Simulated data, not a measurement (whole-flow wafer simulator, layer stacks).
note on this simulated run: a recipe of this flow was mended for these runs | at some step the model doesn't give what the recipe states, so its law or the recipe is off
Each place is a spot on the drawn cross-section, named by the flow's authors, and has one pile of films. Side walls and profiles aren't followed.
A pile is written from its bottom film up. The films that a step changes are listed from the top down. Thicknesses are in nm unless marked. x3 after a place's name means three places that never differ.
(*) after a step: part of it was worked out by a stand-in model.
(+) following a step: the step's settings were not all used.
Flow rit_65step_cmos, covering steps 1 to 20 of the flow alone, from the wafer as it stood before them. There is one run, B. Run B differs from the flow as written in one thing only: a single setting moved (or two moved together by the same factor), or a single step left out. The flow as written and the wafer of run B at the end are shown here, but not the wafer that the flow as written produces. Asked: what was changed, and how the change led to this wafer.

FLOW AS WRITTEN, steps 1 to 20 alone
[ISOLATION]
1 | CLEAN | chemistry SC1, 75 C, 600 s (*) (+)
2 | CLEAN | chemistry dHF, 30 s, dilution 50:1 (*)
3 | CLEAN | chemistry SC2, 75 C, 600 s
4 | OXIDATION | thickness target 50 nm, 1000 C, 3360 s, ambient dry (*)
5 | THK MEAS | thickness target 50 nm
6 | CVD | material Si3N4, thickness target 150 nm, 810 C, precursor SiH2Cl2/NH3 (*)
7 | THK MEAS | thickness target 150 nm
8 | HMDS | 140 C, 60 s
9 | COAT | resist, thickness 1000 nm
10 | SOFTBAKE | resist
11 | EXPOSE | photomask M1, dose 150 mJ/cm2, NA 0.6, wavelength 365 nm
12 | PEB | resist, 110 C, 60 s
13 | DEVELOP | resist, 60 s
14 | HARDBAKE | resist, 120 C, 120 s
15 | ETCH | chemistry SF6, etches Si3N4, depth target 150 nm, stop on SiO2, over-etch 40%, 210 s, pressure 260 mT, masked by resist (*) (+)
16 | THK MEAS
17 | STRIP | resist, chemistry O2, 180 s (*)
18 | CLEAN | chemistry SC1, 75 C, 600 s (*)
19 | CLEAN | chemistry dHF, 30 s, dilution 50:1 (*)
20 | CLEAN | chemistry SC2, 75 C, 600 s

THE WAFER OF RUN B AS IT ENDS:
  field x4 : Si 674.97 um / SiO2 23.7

The reason: step 18, CLEAN: 442 s was run, whereas the flow has 600 s.

The path from the change to this, step by step:
  18 | CLEAN | chemistry SC1, 75 C, 600 s (*)
      field x4: -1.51 SiO2 (it would be, as written: -2.05 SiO2)
